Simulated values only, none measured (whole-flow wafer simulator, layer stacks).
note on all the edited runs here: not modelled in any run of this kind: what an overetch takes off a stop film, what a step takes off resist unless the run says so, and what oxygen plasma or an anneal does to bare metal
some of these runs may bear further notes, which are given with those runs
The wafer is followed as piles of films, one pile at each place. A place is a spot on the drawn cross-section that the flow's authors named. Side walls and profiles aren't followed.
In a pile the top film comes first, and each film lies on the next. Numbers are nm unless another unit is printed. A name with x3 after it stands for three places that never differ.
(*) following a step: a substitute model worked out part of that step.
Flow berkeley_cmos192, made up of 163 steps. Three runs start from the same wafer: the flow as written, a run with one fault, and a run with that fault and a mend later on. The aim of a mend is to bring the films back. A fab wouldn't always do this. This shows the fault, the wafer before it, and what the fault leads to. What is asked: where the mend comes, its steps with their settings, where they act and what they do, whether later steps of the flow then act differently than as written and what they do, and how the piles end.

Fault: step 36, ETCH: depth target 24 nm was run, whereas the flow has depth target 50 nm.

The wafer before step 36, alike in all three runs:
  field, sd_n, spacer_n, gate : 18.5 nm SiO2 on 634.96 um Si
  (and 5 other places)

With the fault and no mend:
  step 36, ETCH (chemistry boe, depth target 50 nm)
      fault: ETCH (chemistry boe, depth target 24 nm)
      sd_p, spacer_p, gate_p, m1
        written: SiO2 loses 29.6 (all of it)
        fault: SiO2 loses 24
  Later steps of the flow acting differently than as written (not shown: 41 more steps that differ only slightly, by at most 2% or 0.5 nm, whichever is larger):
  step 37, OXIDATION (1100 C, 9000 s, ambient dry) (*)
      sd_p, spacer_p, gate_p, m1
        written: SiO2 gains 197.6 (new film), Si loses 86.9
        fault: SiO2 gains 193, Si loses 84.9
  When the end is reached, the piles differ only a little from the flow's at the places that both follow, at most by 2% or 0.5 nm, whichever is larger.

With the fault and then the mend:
  The mend stands after step 36.
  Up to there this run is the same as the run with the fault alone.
  step 36a, ETCH (chemistry boe, depth target 26 nm) (the flow's step 36 again, with other settings)
      sd_p, spacer_p, gate_p, m1
        SiO2 loses 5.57 (all of it)
  Every later step of the flow that is run acts as written at every place that is followed.
  At every place that both follow, the piles at the end match the flow's.
